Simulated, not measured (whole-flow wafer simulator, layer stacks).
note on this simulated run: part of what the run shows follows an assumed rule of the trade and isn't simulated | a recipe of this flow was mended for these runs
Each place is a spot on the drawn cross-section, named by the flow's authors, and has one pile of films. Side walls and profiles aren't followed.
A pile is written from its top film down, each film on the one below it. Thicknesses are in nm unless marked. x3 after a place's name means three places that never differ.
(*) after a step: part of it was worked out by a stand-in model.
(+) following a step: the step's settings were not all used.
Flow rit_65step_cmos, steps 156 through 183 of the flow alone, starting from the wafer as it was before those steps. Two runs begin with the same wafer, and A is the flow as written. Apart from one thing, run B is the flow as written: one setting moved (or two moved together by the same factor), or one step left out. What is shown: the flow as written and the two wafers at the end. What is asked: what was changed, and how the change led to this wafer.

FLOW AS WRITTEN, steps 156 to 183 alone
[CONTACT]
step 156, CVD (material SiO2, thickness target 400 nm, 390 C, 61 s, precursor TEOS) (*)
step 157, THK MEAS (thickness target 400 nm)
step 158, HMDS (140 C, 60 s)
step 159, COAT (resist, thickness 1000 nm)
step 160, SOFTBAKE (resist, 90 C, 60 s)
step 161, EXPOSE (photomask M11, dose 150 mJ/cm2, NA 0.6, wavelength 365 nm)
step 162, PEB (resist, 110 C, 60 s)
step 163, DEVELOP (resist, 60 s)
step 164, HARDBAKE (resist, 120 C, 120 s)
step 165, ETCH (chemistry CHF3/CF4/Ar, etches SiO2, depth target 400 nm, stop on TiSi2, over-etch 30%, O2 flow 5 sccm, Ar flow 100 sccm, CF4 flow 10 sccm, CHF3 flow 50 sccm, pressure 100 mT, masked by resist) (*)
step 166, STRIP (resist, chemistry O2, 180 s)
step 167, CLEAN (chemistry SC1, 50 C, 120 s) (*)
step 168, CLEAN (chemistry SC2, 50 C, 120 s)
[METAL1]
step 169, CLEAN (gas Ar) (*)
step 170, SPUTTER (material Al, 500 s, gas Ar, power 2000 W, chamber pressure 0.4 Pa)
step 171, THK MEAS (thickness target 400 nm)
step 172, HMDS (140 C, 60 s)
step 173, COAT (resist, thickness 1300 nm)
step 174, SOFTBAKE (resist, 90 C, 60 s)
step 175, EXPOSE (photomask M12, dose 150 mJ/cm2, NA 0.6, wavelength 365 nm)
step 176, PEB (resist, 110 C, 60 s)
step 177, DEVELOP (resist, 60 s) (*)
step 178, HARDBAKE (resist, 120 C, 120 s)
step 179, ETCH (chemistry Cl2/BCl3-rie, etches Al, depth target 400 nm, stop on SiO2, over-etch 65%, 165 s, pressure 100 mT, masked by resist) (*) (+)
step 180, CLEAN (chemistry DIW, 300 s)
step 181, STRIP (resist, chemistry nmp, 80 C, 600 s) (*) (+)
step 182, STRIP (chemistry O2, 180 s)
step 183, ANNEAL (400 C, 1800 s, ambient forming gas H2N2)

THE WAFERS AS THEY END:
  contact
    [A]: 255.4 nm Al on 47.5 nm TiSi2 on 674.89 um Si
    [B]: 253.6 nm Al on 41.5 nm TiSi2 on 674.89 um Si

The reason: step 165, ETCH: depth target 493.1 nm was run, whereas the flow has depth target 400 nm.

The path from the change to this, step by step:
  step 165, ETCH (chemistry CHF3/CF4/Ar, etches SiO2, depth target 400 nm, stop on TiSi2, over-etch 30%, O2 flow 5 sccm, Ar flow 100 sccm, CF4 flow 10 sccm, CHF3 flow 50 sccm, pressure 100 mT, masked by resist) (*)
      field, field_pw, field_nw and 10 more: A resist loses 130 | B resist loses 160.3
      contact: A SiO2 loses 400 (all of it), TiSi2 loses 6 | B SiO2 loses 400 (all of it), TiSi2 loses 12.1
  step 166, STRIP (resist, chemistry O2, 180 s)
      active_n, active_p: A resist loses 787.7 (all of it) | B resist loses 757.5 (all of it)
      field: A resist loses 847 (all of it) | B resist loses 816.8 (all of it)
      (as well as at 10 more places)
